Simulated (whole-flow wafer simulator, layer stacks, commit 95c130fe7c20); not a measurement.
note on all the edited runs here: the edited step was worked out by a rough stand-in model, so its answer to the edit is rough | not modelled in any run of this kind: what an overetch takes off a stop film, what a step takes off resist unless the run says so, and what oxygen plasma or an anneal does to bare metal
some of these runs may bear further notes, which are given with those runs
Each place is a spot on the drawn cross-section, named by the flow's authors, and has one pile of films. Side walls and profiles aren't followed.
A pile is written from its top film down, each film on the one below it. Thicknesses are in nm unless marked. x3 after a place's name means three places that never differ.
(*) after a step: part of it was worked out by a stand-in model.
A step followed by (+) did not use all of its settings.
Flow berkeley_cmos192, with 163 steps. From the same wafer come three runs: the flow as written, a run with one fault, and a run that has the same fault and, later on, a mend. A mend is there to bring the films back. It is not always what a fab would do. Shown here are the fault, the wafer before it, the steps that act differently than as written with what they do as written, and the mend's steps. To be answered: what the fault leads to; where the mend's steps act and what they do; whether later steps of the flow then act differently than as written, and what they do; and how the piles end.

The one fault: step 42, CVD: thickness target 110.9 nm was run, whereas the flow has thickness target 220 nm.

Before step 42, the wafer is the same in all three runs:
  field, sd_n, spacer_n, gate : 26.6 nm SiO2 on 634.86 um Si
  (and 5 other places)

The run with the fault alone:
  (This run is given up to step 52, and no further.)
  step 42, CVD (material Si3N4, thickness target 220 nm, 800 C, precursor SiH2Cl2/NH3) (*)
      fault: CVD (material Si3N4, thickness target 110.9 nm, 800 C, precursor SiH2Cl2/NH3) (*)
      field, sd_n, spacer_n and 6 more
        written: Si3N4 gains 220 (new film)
        fault: Si3N4 gains 110.9 (new film)
  Steps later in the flow that act otherwise than as written:
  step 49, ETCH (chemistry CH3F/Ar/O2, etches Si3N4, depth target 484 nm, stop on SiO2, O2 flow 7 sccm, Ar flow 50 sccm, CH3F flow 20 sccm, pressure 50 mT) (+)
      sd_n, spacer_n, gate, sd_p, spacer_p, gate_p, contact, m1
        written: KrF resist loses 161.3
        fault: KrF resist loses 88.6
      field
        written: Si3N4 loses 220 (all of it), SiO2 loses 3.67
        fault: Si3N4 loses 110.9 (all of it), SiO2 loses 3.67
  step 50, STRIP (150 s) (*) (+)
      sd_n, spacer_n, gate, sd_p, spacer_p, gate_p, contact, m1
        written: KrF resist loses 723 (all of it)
        fault: KrF resist loses 795.8 (all of it)
  After step 52, at sd_n, spacer_n, gate, sd_p, spacer_p, gate_p, contact, m1, the piles differ from the flow's by more than 2% or 0.5 nm, whichever is larger.
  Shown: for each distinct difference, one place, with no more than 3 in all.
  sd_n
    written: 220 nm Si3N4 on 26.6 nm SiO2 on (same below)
    fault: 110.9 nm Si3N4 on 26.6 nm SiO2 on (same below)

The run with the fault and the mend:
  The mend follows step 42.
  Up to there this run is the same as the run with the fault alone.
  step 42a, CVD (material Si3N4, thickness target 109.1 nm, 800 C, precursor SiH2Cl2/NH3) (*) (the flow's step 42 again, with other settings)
      field, sd_n, spacer_n and 6 more
        Si3N4 gains 109.1
  Every later step of the flow that is run acts as written at every place that is followed.
  The piles end the same as the flow's at every place that both follow.
